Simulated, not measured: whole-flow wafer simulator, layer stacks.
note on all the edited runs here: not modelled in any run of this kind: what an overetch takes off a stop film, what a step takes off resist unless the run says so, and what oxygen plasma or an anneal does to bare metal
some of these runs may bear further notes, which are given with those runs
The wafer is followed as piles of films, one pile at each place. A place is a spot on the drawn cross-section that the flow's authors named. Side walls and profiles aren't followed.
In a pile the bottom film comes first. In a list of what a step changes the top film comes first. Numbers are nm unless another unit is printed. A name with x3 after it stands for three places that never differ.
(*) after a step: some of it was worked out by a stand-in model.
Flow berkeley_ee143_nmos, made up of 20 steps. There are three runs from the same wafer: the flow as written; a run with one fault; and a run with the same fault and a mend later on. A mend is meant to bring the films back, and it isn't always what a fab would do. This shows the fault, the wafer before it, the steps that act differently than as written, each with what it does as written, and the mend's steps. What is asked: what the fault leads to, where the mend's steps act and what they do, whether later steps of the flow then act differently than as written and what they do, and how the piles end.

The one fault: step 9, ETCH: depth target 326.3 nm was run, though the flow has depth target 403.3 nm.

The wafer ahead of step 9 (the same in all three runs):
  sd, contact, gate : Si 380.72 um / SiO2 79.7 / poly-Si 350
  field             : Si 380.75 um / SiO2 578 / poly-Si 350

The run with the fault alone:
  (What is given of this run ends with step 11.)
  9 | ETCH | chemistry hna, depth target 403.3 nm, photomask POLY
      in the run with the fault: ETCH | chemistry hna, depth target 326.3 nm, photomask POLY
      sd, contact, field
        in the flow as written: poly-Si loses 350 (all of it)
        in the run with the fault: poly-Si loses 326.3
  Steps later in the flow that act otherwise than as written:
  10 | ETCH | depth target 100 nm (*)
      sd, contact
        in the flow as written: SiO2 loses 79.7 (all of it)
        in the run with the fault: nothing
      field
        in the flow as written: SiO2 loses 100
        in the run with the fault: nothing
  Once step 11 is done, the piles at sd, contact, field depart from the flow's by more than 2% or 0.5 nm, whichever is larger.
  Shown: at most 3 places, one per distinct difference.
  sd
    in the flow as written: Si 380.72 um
    in the run with the fault: Si 380.72 um / SiO2 79.7 / poly-Si 23.7
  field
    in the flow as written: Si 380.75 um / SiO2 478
    in the run with the fault: Si 380.75 um / SiO2 578 / poly-Si 23.7

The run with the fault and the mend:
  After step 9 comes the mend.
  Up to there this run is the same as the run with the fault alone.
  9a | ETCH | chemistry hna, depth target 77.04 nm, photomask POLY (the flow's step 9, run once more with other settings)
      sd, contact, field
        poly-Si loses 23.7 (all of it)
  Every later step of the flow that is run acts as written at every place that is followed.
  At every place that both follow, the piles at the end match the flow's.
